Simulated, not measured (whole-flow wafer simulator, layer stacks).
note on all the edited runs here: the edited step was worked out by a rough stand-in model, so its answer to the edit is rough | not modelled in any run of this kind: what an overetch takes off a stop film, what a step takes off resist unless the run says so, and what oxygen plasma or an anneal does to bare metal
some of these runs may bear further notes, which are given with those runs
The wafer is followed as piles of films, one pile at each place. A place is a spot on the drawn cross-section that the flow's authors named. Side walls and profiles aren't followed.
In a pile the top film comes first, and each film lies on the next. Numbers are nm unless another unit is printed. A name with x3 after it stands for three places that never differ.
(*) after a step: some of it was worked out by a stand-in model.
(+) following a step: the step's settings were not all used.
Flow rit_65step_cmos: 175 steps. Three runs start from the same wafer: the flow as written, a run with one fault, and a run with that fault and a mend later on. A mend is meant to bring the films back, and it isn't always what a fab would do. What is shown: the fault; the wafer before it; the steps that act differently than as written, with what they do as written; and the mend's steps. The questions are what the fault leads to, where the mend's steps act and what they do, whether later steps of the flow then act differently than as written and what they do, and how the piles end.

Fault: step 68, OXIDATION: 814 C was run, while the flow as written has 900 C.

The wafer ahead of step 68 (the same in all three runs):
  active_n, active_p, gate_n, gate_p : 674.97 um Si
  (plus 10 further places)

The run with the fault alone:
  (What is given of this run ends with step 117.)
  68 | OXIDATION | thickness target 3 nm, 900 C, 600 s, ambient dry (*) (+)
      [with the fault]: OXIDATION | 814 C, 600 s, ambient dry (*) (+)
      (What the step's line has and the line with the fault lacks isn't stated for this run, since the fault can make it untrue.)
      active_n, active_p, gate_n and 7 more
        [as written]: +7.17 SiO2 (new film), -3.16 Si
        [with the fault]: +3 SiO2 (new film), -1.32 Si
  Steps further on in the flow that do not act as written (not shown: 15 more steps that differ only slightly, by at most 2% or 0.5 nm, whichever is larger):
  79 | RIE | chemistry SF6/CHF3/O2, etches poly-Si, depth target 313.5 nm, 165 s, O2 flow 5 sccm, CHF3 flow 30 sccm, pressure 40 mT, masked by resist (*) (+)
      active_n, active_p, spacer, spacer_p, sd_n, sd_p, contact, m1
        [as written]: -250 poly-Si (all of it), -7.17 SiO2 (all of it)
        [with the fault]: -250 poly-Si (all of it), -3 SiO2 (all of it)
  After step 117, at gate_n, gate_p, the piles differ from the flow's by more than 2% or 0.5 nm, whichever is larger.
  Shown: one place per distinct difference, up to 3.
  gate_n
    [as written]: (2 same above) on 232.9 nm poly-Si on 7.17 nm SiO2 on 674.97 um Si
    [with the fault]: (2 same above) on 232.9 nm poly-Si on 3 nm SiO2 on 674.97 um Si

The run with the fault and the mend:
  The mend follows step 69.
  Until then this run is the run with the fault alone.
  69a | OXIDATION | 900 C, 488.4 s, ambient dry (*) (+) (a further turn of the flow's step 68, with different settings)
      active_n, active_p, gate_n and 7 more
        +4 SiO2, -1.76 Si
  Every later step of the flow that is run acts as written, at every place that is followed, to within 2% or 0.5 nm, whichever is larger.
  The piles end only slightly different from the flow's at the places that both follow, by no more than 2% or 0.5 nm, whichever is larger.
